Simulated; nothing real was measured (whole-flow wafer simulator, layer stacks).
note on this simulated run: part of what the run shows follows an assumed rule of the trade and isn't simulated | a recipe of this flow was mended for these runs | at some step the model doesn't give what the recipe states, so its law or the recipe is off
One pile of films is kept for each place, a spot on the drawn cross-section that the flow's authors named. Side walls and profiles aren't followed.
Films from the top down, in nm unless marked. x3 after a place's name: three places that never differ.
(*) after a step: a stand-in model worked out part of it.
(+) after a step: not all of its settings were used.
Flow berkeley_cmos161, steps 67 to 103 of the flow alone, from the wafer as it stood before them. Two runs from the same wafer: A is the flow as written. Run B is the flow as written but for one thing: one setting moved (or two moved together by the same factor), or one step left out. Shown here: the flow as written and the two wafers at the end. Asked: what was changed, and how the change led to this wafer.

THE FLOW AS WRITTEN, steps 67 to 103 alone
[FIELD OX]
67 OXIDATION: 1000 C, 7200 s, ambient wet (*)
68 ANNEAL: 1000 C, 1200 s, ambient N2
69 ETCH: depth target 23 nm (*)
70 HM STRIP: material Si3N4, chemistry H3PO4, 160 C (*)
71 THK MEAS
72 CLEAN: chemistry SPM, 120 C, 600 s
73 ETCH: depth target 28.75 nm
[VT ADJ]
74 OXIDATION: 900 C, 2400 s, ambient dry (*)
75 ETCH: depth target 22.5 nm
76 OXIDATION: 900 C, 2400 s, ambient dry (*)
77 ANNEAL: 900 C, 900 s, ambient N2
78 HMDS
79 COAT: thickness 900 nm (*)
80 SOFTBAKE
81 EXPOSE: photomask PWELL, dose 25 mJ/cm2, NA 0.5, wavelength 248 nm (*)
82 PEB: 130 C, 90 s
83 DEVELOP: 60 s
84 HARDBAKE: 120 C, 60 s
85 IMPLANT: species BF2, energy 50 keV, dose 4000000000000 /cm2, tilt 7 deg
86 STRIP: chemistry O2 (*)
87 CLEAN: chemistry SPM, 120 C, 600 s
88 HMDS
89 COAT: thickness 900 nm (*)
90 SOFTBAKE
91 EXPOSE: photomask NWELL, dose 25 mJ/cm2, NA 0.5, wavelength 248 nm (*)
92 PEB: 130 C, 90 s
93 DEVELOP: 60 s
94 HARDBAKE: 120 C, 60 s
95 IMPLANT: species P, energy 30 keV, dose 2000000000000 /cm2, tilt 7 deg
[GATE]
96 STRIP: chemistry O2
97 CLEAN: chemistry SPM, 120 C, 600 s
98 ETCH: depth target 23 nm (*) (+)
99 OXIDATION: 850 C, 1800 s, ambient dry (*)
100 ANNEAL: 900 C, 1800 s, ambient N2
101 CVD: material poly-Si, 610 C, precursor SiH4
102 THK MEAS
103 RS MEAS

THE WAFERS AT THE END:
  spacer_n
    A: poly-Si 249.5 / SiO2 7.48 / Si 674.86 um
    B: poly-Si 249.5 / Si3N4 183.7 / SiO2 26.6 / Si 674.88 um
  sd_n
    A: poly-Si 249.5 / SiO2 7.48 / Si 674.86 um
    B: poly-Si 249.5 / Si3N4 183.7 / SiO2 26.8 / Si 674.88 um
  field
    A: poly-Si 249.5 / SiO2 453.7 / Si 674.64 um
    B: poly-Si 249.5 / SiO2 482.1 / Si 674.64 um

The cause: step 69, ETCH: depth target 9 nm was run, where the flow has depth target 23 nm.

How the change led to this, step by step:
  69 ETCH: depth target 23 nm (*)
      sd_n, spacer_n, gate_n, sd_p, spacer_p, gate_p, contact, m1: A SiO2 -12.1 (all of it), Si3N4 -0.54 | B SiO2 -9
      field: A SiO2 -23 | B SiO2 -9
  70 HM STRIP: material Si3N4, chemistry H3PO4, 160 C (*)
      sd_n, spacer_n, gate_n, sd_p, spacer_p, gate_p, contact, m1: A Si3N4 -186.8 (all of it), SiO2 -8.69 | B nothing
      field: A SiO2 -14.5 | B nothing
  73 ETCH: depth target 28.75 nm
      spacer_n, gate_n, spacer_p, gate_p, contact, m1: A SiO2 -17.9 (all of it) | B SiO2 -3.14 (all of it), Si3N4 -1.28
      sd_n, sd_p: A SiO2 -18.1 (all of it) | B SiO2 -3.14 (all of it), Si3N4 -1.28
  74 OXIDATION: 900 C, 2400 s, ambient dry (*)
      sd_n, spacer_n, gate_n, sd_p, spacer_p, gate_p, contact, m1: A SiO2 +14.9 (new film), Si -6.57 | B nothing
  75 ETCH: depth target 22.5 nm
      sd_n, spacer_n, gate_n, sd_p, spacer_p, gate_p, contact, m1: A SiO2 -14.9 (all of it) | B Si3N4 -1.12
  76 OXIDATION: 900 C, 2400 s, ambient dry (*)
      sd_n, spacer_n, gate_n, sd_p, spacer_p, gate_p, contact, m1: A SiO2 +14.9 (new film), Si -6.57 | B nothing
  79 COAT: thickness 900 nm (*)
      field: A KrF-resist +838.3 (new film) | B KrF-resist +885.9 (new film)
      sd_n: A KrF-resist +1020.9 (new film) | B KrF-resist +926.7 (new film)
      (and at 7 more places)
  83 DEVELOP: 60 s
      field: A KrF-resist -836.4 (all of it) | B KrF-resist -883.8 (all of it)
      sd_n: A KrF-resist -1018.4 (all of it) | B KrF-resist -924.5 (all of it)
      (and at 4 more places)
  84 HARDBAKE: 120 C, 60 s
      sd_p: A KrF-resist -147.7 | B KrF-resist -136.3
      spacer_p: A KrF-resist -144.7 | B KrF-resist -135.7
      (and at 1 more place)
  86 STRIP: chemistry O2 (*)
      sd_p: A KrF-resist -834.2 (all of it) | B KrF-resist -768.9 (all of it)
      spacer_p: A KrF-resist -816.9 (all of it) | B KrF-resist -765.7 (all of it)
      (and at 1 more place)
  89 COAT: thickness 900 nm (*)
      field: A KrF-resist +838.3 (new film) | B KrF-resist +885.9 (new film)
      sd_n: A KrF-resist +1020.9 (new film) | B KrF-resist +926.7 (new film)
      (and at 7 more places)
  93 DEVELOP: 60 s
      sd_p: A KrF-resist -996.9 (all of it) | B KrF-resist -920.1 (all of it)
      spacer_p: A KrF-resist -976.5 (all of it) | B KrF-resist -916.3 (all of it)
      (and at 1 more place)
  94 HARDBAKE: 120 C, 60 s
      spacer_n, gate_n: A KrF-resist -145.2 | B KrF-resist -135.8
      field: A KrF-resist -123.7 | B KrF-resist -130.8
      (and at 3 more places)
  96 STRIP: chemistry O2
      field: A KrF-resist -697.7 (all of it) | B KrF-resist -738 (all of it)
      sd_n: A KrF-resist -852.5 (all of it) | B KrF-resist -772.6 (all of it)
      (and at 4 more places)
  98 ETCH: depth target 23 nm (*) (+)
      sd_n, spacer_n, gate_n, sd_p, spacer_p, gate_p, contact, m1: A SiO2 -14.9 (all of it) | B Si3N4 -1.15
  99 OXIDATION: 850 C, 1800 s, ambient dry (*)
      sd_n, spacer_n, gate_n, sd_p, spacer_p, gate_p, contact, m1: A SiO2 +7.48 (new film), Si -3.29 | B nothing
